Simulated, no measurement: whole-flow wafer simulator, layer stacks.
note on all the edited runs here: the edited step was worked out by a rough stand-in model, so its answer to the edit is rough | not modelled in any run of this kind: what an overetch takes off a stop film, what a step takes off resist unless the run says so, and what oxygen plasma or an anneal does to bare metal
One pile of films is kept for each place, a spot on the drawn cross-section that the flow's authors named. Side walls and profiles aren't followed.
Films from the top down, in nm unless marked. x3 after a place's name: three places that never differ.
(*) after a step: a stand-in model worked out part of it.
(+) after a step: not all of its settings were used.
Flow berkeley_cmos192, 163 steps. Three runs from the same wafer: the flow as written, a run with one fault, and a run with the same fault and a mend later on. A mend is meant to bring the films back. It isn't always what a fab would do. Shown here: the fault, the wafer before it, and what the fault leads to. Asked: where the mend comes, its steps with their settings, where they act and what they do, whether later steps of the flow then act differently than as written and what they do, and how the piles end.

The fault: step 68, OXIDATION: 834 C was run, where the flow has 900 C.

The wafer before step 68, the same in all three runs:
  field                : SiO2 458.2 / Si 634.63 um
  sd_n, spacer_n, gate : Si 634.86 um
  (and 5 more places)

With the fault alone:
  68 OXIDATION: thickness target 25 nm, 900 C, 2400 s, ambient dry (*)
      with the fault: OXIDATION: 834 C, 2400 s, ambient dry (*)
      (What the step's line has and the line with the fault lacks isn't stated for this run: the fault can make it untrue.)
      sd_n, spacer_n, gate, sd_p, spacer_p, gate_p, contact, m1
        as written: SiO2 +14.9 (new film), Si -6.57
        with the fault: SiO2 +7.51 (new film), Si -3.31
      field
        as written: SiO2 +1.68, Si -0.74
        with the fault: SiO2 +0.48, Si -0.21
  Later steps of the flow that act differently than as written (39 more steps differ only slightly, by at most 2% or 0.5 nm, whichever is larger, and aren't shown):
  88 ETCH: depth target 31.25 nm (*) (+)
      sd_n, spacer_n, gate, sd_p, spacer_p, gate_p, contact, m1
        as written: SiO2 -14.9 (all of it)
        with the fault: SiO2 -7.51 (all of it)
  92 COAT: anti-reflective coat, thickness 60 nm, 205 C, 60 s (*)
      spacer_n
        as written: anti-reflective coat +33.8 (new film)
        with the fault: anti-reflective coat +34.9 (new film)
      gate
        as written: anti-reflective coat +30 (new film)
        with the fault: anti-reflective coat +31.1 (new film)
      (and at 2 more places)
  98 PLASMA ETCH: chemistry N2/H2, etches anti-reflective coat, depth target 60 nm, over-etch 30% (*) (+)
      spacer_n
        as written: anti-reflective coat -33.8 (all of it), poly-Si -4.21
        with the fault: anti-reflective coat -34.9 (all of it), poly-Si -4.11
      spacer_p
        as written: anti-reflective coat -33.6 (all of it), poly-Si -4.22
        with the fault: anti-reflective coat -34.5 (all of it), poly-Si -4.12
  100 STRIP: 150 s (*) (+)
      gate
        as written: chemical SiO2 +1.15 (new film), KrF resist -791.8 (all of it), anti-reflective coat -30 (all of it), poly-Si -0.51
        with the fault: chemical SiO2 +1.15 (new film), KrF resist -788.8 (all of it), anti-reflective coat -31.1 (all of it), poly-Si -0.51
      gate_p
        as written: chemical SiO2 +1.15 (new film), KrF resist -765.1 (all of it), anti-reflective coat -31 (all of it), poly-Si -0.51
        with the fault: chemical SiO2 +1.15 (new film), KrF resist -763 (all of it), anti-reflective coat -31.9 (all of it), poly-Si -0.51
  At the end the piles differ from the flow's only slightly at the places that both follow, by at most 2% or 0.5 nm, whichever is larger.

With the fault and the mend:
  The mend comes after step 69.
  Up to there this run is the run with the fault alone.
  69a OXIDATION: 900 C, 1579 s, ambient dry (*) (the flow's step 68 once more, with other settings)
      sd_n, spacer_n, gate, sd_p, spacer_p, gate_p, contact, m1
        SiO2 +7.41, Si -3.26
      field
        SiO2 +1.1, Si -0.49
  No later step of the flow acts differently than as written, at any place that is followed, by more than 2% or 0.5 nm, whichever is larger.
  At the end the piles differ from the flow's only slightly at the places that both follow, by at most 2% or 0.5 nm, whichever is larger.
